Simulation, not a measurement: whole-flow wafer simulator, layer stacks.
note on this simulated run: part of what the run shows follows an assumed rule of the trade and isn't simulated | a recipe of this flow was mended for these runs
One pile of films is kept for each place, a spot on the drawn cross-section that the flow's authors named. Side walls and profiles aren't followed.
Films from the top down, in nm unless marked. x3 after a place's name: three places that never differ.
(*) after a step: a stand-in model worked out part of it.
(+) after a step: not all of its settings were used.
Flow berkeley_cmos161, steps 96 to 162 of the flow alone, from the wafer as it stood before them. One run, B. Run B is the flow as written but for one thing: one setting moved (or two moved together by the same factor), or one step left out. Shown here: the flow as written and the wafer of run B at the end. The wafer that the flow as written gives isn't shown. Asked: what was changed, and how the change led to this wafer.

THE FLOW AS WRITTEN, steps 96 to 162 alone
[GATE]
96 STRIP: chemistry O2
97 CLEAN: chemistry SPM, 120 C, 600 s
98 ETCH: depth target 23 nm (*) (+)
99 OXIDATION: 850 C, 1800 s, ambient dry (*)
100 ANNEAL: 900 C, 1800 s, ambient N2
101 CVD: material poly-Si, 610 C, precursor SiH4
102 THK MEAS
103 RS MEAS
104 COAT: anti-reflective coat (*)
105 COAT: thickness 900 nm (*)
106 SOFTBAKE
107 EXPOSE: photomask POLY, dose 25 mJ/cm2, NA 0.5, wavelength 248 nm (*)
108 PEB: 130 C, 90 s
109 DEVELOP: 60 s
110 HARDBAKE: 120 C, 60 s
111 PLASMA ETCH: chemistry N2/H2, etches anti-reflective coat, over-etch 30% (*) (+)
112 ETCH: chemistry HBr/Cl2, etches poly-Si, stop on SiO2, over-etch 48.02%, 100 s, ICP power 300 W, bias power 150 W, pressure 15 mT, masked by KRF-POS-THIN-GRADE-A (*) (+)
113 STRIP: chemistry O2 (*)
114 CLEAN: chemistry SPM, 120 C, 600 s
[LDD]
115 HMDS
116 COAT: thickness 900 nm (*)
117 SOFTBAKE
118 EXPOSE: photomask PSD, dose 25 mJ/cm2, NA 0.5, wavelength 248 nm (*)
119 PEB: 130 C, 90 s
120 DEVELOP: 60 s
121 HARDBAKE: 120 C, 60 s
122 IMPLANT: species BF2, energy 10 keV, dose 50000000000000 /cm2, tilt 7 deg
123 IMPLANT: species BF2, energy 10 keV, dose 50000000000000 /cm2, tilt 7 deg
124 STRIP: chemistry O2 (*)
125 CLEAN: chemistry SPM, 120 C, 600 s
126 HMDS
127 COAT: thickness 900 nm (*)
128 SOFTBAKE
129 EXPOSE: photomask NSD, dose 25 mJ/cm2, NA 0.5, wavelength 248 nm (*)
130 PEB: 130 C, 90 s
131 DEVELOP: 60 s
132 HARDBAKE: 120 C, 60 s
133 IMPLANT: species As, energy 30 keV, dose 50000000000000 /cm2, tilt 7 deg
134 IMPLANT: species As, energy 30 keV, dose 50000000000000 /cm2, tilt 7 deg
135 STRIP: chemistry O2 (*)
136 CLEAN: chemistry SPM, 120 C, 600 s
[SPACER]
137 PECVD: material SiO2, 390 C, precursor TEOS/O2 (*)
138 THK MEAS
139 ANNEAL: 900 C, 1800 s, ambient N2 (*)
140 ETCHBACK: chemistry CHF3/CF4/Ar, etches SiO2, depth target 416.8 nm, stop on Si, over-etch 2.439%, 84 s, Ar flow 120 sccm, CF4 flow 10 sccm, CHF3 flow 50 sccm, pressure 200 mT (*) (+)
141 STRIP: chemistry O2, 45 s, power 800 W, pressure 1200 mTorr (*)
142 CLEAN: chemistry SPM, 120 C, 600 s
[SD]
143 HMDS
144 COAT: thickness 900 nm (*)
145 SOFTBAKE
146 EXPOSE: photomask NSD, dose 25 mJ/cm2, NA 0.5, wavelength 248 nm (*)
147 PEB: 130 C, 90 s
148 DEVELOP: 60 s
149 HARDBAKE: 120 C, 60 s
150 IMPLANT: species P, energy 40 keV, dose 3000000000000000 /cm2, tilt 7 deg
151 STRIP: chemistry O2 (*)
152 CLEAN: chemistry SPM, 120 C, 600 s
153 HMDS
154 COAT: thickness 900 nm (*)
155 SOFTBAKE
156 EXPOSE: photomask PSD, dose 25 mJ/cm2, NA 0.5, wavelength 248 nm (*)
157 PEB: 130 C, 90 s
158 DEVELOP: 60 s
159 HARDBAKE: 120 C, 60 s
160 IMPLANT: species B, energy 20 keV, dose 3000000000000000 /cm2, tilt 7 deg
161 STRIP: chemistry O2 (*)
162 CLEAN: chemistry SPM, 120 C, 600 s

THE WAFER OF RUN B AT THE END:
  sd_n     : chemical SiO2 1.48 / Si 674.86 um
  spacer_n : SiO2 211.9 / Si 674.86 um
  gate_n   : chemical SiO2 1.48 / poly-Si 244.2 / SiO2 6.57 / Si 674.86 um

The cause: step 99, OXIDATION: 1440 s was run, where the flow has 1800 s.

How the change led to this, step by step:
  99 OXIDATION: 850 C, 1800 s, ambient dry (*)
      sd_n, spacer_n, gate_n, sd_p, spacer_p, gate_p, contact, m1: SiO2 +6.57 (new film), Si -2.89 (as written it would be: SiO2 +7.48 (new film), Si -3.29)
